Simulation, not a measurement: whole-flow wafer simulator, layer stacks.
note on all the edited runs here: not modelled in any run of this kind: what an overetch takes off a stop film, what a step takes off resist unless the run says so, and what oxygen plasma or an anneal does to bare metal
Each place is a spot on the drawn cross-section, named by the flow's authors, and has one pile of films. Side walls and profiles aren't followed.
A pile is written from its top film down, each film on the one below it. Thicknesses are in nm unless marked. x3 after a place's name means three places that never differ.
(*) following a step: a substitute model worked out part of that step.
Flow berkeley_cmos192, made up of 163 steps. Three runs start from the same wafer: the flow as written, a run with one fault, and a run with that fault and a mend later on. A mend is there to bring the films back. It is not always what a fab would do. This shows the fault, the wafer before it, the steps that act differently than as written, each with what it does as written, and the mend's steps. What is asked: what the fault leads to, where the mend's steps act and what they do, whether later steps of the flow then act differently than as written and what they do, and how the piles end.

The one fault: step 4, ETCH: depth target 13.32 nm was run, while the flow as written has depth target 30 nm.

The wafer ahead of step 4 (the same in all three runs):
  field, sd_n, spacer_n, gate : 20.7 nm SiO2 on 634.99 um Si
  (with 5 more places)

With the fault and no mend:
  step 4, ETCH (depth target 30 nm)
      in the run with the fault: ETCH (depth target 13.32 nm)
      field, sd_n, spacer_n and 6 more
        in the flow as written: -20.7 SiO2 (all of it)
        in the run with the fault: -13.3 SiO2
  Steps later in the flow that act otherwise than as written:
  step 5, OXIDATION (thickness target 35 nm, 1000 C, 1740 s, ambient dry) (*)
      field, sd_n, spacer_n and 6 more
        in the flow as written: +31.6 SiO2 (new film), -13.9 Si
        in the run with the fault: +26.1 SiO2, -11.5 Si
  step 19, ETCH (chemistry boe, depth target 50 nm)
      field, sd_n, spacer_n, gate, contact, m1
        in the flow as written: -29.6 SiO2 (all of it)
        in the run with the fault: -31.4 SiO2 (all of it)
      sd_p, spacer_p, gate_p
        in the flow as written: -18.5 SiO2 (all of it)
        in the run with the fault: -20.4 SiO2 (all of it)
  At the end the piles are close to the flow's at the places that both follow, differing by at most 2% or 0.5 nm, whichever is larger.

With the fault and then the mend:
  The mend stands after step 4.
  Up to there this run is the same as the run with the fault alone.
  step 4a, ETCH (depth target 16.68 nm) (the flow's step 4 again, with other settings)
      field, sd_n, spacer_n and 6 more
        -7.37 SiO2 (all of it)
  None of the later steps of the flow acts differently than as written at any place that is followed.
  The piles end the same as the flow's at every place that both follow.
